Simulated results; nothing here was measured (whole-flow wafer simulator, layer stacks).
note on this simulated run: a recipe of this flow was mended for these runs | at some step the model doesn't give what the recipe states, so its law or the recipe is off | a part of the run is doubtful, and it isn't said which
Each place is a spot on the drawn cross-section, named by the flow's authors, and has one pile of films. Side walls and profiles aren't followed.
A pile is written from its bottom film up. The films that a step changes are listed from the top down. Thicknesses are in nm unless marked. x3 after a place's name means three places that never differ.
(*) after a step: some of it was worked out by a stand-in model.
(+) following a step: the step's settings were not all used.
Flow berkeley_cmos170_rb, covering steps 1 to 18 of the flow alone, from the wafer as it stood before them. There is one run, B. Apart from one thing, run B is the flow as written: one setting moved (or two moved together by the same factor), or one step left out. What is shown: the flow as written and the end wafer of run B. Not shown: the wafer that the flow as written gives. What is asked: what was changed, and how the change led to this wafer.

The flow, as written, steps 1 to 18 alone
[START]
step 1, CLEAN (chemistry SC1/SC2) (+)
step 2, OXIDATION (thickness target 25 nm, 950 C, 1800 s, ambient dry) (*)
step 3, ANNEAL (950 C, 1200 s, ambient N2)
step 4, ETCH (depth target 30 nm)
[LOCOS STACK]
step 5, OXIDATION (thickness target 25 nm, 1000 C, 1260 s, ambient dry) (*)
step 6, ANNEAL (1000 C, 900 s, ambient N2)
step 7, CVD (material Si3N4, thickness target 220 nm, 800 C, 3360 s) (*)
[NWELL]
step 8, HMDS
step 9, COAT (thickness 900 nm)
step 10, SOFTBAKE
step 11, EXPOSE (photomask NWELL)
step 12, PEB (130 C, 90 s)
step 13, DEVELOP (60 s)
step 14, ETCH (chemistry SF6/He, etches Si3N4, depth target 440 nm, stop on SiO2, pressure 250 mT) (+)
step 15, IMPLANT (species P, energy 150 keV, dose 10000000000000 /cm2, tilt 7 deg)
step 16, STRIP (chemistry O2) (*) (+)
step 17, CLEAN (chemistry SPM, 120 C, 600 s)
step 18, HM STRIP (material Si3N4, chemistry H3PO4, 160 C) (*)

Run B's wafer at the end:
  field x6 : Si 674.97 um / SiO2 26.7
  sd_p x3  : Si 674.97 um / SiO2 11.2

The reason: step 2, OXIDATION: thickness target 75 nm was run, whereas the flow has thickness target 25 nm; step 2, OXIDATION: 5400 s was run, where the flow has 1800 s.

Step by step, how the change led to this:
  step 2, OXIDATION (thickness target 25 nm, 950 C, 1800 s, ambient dry) (*)
      field x6, sd_p x3: +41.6 SiO2 (new film), -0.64 chemical SiO2 (all of it), -18 Si (as written it would have been: +20.7 SiO2 (new film), -0.64 chemical SiO2 (all of it), -8.82 Si)
  step 4, ETCH (depth target 30 nm)
      field x6, sd_p x3: -30 SiO2 (as written it would have been: -20.7 SiO2 (all of it))
  step 5, OXIDATION (thickness target 25 nm, 1000 C, 1260 s, ambient dry) (*)
      field x6, sd_p x3: +18.6 SiO2, -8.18 Si (as written it would have been: +26.6 SiO2 (new film), -11.7 Si)
